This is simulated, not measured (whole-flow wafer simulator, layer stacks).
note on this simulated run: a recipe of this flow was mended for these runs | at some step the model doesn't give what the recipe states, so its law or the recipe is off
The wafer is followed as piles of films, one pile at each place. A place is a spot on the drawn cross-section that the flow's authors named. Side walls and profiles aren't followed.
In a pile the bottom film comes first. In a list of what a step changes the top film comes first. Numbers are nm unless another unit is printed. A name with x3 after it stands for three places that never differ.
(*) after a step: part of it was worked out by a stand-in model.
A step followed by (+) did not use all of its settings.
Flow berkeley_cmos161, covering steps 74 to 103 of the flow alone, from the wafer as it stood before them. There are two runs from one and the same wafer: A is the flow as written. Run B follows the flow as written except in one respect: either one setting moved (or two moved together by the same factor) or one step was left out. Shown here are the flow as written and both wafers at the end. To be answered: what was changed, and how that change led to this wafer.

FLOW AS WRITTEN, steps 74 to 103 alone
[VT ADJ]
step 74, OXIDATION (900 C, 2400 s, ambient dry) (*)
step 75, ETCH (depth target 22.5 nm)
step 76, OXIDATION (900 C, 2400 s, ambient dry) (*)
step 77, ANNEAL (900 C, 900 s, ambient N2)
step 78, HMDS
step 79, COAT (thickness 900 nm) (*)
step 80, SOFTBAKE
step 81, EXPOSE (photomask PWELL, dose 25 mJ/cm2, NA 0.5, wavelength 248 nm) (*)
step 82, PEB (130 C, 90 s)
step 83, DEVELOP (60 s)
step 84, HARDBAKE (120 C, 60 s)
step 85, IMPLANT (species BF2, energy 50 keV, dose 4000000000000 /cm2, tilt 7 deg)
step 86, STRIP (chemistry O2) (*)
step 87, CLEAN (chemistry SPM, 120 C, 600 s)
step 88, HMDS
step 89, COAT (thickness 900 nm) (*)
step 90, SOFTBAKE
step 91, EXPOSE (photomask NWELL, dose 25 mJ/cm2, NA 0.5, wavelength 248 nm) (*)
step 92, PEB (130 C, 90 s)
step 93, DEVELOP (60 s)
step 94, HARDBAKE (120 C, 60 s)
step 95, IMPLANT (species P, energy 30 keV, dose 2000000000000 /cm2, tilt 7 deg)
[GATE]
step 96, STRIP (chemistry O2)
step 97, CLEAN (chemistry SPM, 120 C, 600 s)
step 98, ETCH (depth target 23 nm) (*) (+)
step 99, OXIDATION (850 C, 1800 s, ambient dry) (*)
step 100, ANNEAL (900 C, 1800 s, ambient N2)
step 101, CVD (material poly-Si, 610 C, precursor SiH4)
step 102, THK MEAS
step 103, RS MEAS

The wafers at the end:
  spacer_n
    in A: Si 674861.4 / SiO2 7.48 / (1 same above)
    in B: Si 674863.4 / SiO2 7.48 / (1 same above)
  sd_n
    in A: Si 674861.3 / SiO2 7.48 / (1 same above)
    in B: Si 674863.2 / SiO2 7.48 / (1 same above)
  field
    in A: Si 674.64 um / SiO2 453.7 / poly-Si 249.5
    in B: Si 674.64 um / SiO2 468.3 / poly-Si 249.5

What caused this: step 75, ETCH: depth target 7.875 nm was run, whereas the flow has depth target 22.5 nm.

How this came from the change, step by step:
  step 75, ETCH (depth target 22.5 nm)
      sd_n, spacer_n, gate_n, sd_p, spacer_p, gate_p, contact, m1: A -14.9 SiO2 (all of it) | B -7.87 SiO2
      field: A -22.5 SiO2 | B -7.88 SiO2
  step 76, OXIDATION (900 C, 2400 s, ambient dry) (*)
      sd_n, spacer_n, gate_n, sd_p, spacer_p, gate_p, contact, m1: A +14.9 SiO2 (new film), -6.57 Si | B +10.5 SiO2, -4.63 Si
  step 98, ETCH (depth target 23 nm) (*) (+)
      sd_n, spacer_n, gate_n, sd_p, spacer_p, gate_p, contact, m1: A -14.9 SiO2 (all of it) | B -17.6 SiO2 (all of it)
